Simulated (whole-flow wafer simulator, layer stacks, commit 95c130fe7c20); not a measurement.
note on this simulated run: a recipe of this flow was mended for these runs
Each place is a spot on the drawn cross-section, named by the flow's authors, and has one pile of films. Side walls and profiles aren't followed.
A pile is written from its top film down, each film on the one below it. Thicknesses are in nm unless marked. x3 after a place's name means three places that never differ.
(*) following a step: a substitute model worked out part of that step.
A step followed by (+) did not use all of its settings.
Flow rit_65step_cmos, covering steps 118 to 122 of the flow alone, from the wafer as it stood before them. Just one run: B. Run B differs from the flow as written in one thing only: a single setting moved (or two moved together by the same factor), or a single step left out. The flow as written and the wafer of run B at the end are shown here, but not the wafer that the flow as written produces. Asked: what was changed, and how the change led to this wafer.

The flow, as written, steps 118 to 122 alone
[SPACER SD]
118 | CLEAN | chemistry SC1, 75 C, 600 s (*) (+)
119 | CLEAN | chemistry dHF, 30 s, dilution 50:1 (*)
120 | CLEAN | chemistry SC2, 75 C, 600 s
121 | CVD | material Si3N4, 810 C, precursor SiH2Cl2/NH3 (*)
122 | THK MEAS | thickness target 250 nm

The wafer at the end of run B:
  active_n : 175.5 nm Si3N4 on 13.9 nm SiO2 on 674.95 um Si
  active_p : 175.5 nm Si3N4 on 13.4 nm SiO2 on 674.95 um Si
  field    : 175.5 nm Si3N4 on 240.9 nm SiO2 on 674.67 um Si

What caused this: step 121, CVD: 784 C was run, whereas the flow has 810 C.

Step by step, how the change led to this:
  121 | CVD | material Si3N4, 810 C, precursor SiH2Cl2/NH3 (*)
      field, field_pw, field_nw and 11 more: Si3N4 gains 175.5 (new film) (in the flow as written it would be: Si3N4 gains 250 (new film))
